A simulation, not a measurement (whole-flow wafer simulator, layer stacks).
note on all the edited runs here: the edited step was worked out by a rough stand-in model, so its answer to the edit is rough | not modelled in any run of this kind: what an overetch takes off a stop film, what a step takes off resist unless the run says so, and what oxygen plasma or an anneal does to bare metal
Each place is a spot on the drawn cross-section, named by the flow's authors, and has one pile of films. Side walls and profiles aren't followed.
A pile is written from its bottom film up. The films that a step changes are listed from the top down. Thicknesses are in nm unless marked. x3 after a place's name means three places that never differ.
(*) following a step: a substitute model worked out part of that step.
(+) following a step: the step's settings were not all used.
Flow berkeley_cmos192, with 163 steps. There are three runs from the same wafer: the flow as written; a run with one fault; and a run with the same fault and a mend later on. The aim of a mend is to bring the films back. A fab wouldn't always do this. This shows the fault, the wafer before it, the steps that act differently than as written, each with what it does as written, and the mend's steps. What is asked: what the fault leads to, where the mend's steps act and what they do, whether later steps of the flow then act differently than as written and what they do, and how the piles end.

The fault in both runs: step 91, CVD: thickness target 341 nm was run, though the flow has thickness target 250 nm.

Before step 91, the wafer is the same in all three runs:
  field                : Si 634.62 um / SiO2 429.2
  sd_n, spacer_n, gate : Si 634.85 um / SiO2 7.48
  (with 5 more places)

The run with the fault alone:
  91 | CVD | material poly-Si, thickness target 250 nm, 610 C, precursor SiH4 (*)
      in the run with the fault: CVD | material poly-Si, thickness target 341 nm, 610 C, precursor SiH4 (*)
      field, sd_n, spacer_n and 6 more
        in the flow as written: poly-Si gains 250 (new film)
        in the run with the fault: poly-Si gains 341 (new film)
  Later steps of the flow acting differently than as written (16 more steps, not shown, differ only slightly: by at most 2% or 0.5 nm, whichever is larger):
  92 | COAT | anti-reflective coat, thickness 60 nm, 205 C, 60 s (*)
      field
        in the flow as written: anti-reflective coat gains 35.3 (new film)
        in the run with the fault: anti-reflective coat gains 36.5 (new film)
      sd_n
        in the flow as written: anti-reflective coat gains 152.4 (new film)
        in the run with the fault: anti-reflective coat gains 156.4 (new film)
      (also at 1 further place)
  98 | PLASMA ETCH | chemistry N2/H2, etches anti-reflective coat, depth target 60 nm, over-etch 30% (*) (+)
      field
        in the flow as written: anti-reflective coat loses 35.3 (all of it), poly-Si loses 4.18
        in the run with the fault: anti-reflective coat loses 36.5 (all of it), poly-Si loses 4.28
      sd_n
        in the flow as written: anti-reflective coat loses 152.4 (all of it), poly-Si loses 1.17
        in the run with the fault: anti-reflective coat loses 156.4 (all of it), poly-Si loses 1.2
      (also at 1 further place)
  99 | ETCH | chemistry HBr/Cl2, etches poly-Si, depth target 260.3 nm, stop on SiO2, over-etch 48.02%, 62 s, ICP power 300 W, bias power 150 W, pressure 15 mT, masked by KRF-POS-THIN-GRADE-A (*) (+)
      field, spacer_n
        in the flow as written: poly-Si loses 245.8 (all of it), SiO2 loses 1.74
        in the run with the fault: poly-Si loses 336.7 (all of it), SiO2 loses 0.24
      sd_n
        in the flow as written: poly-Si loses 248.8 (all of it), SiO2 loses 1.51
        in the run with the fault: poly-Si loses 339.8 (all of it), SiO2 loses 0.23
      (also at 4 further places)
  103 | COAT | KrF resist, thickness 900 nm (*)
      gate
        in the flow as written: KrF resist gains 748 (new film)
        in the run with the fault: KrF resist gains 671.7 (new film)
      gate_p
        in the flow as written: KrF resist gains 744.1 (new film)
        in the run with the fault: KrF resist gains 667.8 (new film)
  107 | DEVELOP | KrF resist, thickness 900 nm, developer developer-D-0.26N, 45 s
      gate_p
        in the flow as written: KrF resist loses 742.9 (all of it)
        in the run with the fault: KrF resist loses 666.8 (all of it)
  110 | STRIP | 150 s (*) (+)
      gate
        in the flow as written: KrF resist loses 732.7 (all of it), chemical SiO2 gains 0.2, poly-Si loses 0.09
        in the run with the fault: KrF resist loses 656.5 (all of it), chemical SiO2 gains 0.2, poly-Si loses 0.09
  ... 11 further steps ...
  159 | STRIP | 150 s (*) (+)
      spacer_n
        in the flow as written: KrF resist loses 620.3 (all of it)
        in the run with the fault: KrF resist loses 572.1 (all of it)
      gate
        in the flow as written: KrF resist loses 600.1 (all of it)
        in the run with the fault: KrF resist loses 558 (all of it)
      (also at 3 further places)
  By the end, the piles at spacer_n, gate, spacer_p, gate_p depart from the flow's by more than 2% or 0.5 nm, whichever is larger.
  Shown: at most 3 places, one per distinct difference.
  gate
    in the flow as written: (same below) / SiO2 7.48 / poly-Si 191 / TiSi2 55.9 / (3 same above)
    in the run with the fault: (same below) / SiO2 7.48 / poly-Si 282 / TiSi2 55.9 / (3 same above)
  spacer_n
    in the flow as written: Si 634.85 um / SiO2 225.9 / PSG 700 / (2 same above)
    in the run with the fault: Si 634.85 um / SiO2 316.9 / PSG 700 / (2 same above)
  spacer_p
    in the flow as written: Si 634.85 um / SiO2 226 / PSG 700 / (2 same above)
    in the run with the fault: Si 634.85 um / SiO2 317 / PSG 700 / (2 same above)

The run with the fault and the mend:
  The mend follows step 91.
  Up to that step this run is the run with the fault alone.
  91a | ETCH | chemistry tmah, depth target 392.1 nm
      field, sd_n, spacer_n and 6 more
        poly-Si loses 341 (all of it)
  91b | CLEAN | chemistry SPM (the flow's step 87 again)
      does not change any film at any place that is followed
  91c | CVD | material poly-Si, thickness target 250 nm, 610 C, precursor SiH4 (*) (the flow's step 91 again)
      field, sd_n, spacer_n and 6 more
        poly-Si gains 250 (new film)
  None of the later steps of the flow acts differently than as written at any place that is followed.
  At every place that both follow, the piles at the end match the flow's.
